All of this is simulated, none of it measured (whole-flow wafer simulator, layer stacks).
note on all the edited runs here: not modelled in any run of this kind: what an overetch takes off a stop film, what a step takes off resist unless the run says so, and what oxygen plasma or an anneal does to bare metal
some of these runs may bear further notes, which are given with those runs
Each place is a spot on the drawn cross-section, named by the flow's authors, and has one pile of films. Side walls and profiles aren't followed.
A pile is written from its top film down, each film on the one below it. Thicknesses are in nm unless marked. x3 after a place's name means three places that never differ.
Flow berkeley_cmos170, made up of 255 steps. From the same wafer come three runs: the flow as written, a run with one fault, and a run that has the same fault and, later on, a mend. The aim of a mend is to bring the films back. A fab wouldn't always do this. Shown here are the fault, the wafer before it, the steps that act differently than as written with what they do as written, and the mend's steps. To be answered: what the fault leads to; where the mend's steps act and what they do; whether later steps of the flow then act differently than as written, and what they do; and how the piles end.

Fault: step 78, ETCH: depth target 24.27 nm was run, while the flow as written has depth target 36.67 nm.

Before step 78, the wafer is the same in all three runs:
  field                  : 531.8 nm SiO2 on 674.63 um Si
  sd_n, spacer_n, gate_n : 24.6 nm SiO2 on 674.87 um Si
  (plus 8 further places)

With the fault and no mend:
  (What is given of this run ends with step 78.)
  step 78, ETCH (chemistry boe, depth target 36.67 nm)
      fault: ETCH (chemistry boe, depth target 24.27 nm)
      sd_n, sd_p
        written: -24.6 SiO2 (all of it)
        fault: -24.3 SiO2
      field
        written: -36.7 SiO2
        fault: -24.3 SiO2
  After step 78, at field, the piles differ from the flow's by more than 2% or 0.5 nm, whichever is larger.
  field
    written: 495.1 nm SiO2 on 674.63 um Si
    fault: 507.5 nm SiO2 on 674.63 um Si

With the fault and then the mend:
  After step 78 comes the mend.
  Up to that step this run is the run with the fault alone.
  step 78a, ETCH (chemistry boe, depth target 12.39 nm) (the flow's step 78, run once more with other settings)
      sd_n, sd_p
        -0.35 SiO2 (all of it)
      field
        -12.4 SiO2
  None of the later steps of the flow differs from how it acts as written, at any place that is followed, by more than 2% or 0.5 nm, whichever is larger.
  By the end, the piles equal the flow's at every place that both follow.
